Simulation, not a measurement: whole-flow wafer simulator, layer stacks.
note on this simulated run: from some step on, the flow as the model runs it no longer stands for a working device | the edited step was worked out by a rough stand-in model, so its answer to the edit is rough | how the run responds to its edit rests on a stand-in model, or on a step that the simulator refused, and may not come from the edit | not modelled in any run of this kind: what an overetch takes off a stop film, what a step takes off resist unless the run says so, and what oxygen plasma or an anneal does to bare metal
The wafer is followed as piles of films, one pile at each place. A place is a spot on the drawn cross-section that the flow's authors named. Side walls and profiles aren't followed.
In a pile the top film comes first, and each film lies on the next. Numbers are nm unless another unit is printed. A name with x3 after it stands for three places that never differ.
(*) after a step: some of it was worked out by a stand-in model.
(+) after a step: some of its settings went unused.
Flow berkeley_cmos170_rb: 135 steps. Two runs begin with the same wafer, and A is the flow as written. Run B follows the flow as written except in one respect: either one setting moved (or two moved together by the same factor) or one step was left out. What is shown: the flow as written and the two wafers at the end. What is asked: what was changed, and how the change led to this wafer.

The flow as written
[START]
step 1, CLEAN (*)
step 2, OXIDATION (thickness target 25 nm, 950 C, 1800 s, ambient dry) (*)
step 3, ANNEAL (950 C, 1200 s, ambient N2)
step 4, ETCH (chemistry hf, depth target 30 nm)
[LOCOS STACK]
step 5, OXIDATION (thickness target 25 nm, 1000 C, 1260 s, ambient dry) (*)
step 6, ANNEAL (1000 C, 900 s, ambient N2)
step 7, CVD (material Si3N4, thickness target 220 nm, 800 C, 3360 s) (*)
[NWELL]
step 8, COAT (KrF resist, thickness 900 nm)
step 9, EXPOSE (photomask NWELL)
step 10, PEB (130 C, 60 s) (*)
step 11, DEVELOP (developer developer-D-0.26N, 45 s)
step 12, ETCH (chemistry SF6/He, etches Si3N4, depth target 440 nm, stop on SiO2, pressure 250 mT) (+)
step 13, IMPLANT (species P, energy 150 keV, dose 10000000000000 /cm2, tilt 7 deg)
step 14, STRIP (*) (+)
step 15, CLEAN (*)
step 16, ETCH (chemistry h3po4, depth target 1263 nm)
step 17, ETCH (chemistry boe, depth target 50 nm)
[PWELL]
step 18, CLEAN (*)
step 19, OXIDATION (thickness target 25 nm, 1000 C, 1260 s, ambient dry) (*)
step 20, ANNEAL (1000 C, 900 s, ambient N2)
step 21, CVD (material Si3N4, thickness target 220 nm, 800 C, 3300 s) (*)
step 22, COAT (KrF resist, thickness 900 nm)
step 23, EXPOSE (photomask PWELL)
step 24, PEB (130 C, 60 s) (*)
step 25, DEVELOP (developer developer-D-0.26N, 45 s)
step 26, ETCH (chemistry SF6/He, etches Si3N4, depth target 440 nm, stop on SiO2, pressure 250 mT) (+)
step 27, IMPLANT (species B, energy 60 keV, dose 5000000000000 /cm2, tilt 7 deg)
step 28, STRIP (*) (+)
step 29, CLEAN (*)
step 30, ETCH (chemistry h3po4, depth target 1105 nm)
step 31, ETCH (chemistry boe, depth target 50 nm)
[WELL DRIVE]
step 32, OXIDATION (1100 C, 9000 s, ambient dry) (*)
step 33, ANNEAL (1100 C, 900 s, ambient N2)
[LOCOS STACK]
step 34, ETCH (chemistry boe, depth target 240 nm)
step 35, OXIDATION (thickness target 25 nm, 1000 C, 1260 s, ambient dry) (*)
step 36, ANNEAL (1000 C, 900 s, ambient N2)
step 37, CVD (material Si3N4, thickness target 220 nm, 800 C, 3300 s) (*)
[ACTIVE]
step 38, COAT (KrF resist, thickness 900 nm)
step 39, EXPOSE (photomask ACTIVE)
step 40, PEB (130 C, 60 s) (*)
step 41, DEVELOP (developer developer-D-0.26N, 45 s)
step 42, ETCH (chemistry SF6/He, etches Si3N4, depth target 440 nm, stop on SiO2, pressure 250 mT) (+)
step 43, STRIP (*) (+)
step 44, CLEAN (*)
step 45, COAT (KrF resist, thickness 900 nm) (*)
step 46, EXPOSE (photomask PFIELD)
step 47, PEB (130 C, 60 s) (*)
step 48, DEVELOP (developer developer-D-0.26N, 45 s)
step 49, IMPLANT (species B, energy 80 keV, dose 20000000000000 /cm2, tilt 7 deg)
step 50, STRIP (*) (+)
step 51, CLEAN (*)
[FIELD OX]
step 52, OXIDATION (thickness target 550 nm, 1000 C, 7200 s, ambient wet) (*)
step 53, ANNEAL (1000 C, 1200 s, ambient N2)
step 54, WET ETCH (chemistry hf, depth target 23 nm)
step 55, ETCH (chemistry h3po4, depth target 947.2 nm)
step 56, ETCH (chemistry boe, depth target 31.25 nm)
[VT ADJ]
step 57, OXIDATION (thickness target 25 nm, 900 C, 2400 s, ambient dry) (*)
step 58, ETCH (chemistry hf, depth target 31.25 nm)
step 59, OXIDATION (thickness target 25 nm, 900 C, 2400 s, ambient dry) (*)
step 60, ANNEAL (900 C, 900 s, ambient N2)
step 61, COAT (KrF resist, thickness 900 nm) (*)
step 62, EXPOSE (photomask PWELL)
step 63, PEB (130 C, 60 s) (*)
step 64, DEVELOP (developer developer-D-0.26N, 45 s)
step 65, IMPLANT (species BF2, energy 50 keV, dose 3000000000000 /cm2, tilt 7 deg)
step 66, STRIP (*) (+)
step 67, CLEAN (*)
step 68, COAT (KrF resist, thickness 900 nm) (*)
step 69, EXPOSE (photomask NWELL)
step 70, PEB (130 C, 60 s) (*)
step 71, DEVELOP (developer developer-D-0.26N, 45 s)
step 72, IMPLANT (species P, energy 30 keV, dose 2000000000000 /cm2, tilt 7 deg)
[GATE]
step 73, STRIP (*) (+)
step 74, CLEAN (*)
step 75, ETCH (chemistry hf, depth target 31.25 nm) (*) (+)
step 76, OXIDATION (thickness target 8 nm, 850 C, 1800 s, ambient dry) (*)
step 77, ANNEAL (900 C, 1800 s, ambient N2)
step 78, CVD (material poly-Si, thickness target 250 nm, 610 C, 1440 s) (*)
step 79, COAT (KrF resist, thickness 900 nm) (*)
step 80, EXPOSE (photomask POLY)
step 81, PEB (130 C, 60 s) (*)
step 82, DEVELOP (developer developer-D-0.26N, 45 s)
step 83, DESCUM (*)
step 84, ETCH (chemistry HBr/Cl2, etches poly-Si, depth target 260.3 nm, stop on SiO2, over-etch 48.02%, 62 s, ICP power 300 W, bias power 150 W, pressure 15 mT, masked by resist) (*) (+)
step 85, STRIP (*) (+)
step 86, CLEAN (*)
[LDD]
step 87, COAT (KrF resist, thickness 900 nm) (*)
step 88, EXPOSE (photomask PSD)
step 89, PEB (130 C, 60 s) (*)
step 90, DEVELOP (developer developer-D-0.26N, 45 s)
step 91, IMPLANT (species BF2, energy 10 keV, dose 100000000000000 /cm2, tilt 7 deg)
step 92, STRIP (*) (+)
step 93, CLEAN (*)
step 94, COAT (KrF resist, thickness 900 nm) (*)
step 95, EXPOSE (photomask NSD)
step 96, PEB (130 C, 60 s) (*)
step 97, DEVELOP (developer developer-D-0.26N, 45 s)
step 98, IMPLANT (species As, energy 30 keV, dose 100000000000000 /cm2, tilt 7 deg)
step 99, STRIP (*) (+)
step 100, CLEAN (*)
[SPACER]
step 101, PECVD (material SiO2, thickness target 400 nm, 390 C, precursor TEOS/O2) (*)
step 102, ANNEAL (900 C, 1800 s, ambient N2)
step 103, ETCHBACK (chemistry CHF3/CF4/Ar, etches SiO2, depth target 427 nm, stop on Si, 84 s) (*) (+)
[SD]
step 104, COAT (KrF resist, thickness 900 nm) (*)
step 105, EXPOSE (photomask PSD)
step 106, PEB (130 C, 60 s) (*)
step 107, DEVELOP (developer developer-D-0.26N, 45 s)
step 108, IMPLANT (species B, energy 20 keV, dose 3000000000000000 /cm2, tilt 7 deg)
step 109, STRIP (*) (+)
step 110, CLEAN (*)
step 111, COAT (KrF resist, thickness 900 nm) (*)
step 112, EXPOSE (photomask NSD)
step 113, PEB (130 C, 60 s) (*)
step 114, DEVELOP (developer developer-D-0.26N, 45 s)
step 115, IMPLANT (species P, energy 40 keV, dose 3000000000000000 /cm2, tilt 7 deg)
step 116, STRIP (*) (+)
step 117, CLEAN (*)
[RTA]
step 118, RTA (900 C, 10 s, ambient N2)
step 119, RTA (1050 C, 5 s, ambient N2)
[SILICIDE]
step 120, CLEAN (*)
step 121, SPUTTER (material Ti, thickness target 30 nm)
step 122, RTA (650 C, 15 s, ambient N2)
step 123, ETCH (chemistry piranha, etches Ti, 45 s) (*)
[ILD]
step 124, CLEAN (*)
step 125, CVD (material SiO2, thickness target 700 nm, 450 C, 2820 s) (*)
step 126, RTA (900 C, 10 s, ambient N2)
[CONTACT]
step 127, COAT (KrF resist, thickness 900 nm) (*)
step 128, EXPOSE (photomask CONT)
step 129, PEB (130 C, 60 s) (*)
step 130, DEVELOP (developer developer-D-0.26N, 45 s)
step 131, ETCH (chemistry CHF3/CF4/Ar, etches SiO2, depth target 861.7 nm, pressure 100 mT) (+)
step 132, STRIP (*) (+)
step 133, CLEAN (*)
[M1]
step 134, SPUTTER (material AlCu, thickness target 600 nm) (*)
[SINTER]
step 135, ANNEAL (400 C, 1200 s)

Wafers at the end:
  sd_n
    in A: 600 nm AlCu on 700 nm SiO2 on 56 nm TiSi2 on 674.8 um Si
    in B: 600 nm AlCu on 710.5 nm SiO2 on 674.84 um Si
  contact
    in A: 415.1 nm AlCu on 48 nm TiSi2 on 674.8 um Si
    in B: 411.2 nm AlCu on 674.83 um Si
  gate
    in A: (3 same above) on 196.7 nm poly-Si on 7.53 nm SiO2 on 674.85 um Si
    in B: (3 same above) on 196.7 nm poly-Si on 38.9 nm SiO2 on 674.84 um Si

The reason: step 76, OXIDATION: 1020 C was run, whereas the flow has 850 C.

Step by step, how the change led to this:
  step 76, OXIDATION (thickness target 8 nm, 850 C, 1800 s, ambient dry) (*)
      sd_n, spacer_n, gate, sd_p, spacer_p, gate_p, contact, m1: A SiO2 gains 7.53 (new film), Si loses 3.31 | B SiO2 gains 38.9 (new film), Si loses 17.1
      field: A SiO2 gains 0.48, Si loses 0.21 | B SiO2 gains 5.36, Si loses 2.36
  step 103, ETCHBACK (chemistry CHF3/CF4/Ar, etches SiO2, depth target 427 nm, stop on Si, 84 s) (*) (+)
      sd_n, contact, m1: A SiO2 loses 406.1 (all of it) | B SiO2 loses 427
      sd_p: A SiO2 loses 388.4 (all of it) | B SiO2 loses 419.5 (all of it)
  step 104, COAT (KrF resist, thickness 900 nm) (*)
      spacer_p: A KrF resist gains 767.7 (new film) | B KrF resist gains 751.4 (new film)
      gate_p: A KrF resist gains 743.2 (new film) | B KrF resist gains 727.3 (new film)
  step 107, DEVELOP (developer developer-D-0.26N, 45 s)
      spacer_p: A KrF resist loses 767.7 (all of it) | B KrF resist loses 751.4 (all of it)
      gate_p: A KrF resist loses 743.2 (all of it) | B KrF resist loses 727.3 (all of it)
  step 111, COAT (KrF resist, thickness 900 nm) (*)
      spacer_p: A KrF resist gains 767.7 (new film) | B KrF resist gains 751.4 (new film)
      gate_p: A KrF resist gains 743.2 (new film) | B KrF resist gains 727.3 (new film)
  step 116, STRIP (*) (+)
      spacer_p: A KrF resist loses 753.5 (all of it) | B KrF resist loses 737.2 (all of it)
      gate_p: A KrF resist loses 729 (all of it) | B KrF resist loses 713.1 (all of it)
  step 122, RTA (650 C, 15 s, ambient N2)
      sd_n, contact, m1: A Ti loses 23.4, TiSi first gains 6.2 (new film), TiSi2 C49 gains 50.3 (new film), Si loses 49 | B nothing
      sd_p: A Ti loses 21.1, TiSi first gains 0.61 (new film), TiSi2 C49 gains 52.9 (new film), Si loses 47.6 | B Ti loses 20.9, TiSi2 C49 gains 53 (new film), Si loses 47.3
  step 123, ETCH (chemistry piranha, etches Ti, 45 s) (*)
      sd_n, contact, m1: A Ti loses 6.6 (all of it) | B Ti loses 30 (all of it)
  step 125, CVD (material SiO2, thickness target 700 nm, 450 C, 2820 s) (*)
      sd_n, contact, m1: A SiO2 gains 700 (new film) | B SiO2 gains 700
  step 126, RTA (900 C, 10 s, ambient N2)
      sd_n, contact, m1: A under 1 film: TiSi2 gains 56 (new film), TiSi first loses 6.2 (all of it), TiSi2 C49 loses 50.3 (all of it), Si loses 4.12 | B nothing
      sd_p: A under 1 film: TiSi2 gains 50.7 (new film), TiSi first loses 0.61 (all of it), TiSi2 C49 loses 52.9 (all of it), Si loses 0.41 | B under 1 film: TiSi2 gains 50 (new film), TiSi2 C49 loses 53 (all of it)
  step 131, ETCH (chemistry CHF3/CF4/Ar, etches SiO2, depth target 861.7 nm, pressure 100 mT) (+)
      contact: A SiO2 loses 700 (all of it), TiSi2 loses 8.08 | B SiO2 loses 710.5 (all of it), Si loses 13.7
  step 132, STRIP (*) (+)
      sd_p: A KrF resist loses 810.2 (all of it) | B KrF resist loses 831 (all of it)
